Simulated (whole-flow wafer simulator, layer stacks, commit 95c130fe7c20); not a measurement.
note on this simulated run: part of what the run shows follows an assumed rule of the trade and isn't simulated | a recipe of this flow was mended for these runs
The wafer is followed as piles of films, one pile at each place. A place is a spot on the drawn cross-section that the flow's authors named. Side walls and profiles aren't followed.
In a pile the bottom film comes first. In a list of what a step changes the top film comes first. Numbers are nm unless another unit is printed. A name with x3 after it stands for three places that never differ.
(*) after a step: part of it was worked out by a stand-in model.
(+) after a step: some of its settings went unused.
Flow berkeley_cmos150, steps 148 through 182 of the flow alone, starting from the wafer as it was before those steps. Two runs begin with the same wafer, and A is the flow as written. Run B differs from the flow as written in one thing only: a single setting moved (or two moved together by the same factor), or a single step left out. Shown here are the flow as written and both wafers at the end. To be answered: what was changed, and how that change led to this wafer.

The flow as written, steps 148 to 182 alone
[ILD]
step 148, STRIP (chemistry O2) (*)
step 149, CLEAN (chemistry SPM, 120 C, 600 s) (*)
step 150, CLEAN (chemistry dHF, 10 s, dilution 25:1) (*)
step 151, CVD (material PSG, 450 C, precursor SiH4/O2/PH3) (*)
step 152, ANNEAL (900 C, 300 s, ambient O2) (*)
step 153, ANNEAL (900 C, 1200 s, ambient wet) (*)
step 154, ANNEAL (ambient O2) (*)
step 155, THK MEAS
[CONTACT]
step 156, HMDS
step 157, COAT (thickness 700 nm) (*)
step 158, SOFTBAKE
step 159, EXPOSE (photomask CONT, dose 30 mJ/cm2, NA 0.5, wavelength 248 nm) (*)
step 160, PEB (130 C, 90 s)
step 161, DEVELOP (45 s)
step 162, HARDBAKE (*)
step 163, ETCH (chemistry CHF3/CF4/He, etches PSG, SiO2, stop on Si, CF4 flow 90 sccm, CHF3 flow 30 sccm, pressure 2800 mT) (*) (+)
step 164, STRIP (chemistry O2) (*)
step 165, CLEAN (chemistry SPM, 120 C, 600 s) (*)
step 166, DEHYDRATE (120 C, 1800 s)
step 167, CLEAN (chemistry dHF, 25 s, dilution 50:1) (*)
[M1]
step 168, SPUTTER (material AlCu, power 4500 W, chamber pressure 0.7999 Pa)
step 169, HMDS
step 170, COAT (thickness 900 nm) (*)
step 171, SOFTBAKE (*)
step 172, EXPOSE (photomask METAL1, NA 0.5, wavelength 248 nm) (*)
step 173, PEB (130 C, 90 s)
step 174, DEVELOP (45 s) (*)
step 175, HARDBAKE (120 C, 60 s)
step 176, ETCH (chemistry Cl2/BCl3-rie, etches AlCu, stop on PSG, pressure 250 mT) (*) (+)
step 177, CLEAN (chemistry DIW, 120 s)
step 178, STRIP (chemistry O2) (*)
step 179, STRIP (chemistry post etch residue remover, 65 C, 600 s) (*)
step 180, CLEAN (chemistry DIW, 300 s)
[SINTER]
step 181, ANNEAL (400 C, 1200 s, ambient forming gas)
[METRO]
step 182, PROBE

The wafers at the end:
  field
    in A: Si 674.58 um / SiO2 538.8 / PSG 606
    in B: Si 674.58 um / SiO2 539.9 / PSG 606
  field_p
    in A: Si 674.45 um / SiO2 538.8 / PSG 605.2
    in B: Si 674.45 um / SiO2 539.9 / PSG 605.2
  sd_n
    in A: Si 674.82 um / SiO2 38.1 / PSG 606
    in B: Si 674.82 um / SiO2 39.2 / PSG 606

What caused this: step 150, CLEAN: 4 s was run, though the flow has 10 s.

The path from the change to this, step by step:
  step 150, CLEAN (chemistry dHF, 10 s, dilution 25:1) (*)
      gate_n: A chemical SiO2 loses 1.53 (all of it) | B chemical SiO2 loses 0.61
      sd_n, contact, m1: A SiO2 loses 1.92 | B SiO2 loses 0.77
      (and at 3 other places as well)
  step 153, ANNEAL (900 C, 1200 s, ambient wet) (*)
      gate_n: A PSG loses 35, SiO2 gains 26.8 (new film), poly-Si loses 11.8 | B PSG loses 35, SiO2 gains 27.7 (new film), chemical SiO2 loses 0.92 (all of it), poly-Si loses 11.8
  step 163, ETCH (chemistry CHF3/CF4/He, etches PSG, SiO2, stop on Si, CF4 flow 90 sccm, CHF3 flow 30 sccm, pressure 2800 mT) (*) (+)
      contact: A PSG loses 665 (all of it), SiO2 loses 38.1 (all of it), Si loses 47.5 | B PSG loses 665 (all of it), SiO2 loses 39.2 (all of it), Si loses 47.5
  step 176, ETCH (chemistry Cl2/BCl3-rie, etches AlCu, stop on PSG, pressure 250 mT) (*) (+)
      gate_p: A AlCu loses 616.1 (all of it), PSG loses 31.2 | B AlCu loses 609.8 (all of it), PSG loses 32
